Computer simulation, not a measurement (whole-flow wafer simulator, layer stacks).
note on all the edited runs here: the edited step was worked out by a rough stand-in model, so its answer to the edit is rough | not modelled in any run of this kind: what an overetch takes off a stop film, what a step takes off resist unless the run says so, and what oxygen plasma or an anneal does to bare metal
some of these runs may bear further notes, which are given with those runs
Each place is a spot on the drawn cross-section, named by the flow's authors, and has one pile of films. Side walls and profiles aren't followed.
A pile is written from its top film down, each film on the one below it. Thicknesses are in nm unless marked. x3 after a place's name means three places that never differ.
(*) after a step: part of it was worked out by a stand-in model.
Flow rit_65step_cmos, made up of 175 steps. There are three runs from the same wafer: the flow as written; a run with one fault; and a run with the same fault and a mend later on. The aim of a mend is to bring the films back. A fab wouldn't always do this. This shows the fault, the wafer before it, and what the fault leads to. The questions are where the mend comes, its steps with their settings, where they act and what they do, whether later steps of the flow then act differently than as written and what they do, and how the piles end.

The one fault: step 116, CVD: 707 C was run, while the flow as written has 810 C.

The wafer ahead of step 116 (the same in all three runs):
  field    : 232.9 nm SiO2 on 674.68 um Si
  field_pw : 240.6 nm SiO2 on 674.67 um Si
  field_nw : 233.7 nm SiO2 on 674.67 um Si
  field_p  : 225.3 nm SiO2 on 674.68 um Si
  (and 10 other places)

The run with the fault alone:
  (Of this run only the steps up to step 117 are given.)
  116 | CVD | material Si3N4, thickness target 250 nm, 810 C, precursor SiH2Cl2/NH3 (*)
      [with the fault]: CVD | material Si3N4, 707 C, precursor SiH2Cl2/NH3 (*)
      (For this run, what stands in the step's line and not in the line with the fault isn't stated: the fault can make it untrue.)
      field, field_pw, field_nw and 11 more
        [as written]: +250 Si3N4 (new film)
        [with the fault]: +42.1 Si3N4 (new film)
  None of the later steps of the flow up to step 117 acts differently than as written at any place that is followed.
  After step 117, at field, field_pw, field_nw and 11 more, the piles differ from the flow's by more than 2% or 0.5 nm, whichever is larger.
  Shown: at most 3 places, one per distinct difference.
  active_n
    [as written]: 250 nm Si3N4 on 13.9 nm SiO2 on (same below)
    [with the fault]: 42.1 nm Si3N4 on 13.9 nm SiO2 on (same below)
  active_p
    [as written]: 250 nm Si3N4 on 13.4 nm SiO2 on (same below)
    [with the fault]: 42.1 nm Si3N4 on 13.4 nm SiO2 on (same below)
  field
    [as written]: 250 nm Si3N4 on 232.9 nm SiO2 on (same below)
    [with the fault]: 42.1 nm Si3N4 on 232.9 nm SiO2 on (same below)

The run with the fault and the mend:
  The mend stands after step 117.
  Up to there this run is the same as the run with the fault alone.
  117a | CVD | material Si3N4, thickness target 208 nm, 810 C, precursor SiH2Cl2/NH3 (*) (a further turn of the flow's step 116, with different settings)
      field, field_pw, field_nw and 11 more
        +208 Si3N4
  None of the later steps of the flow differs from how it acts as written, at any place that is followed, by more than 2% or 0.5 nm, whichever is larger.
  At the end the piles are close to the flow's at the places that both follow, differing by at most 2% or 0.5 nm, whichever is larger.
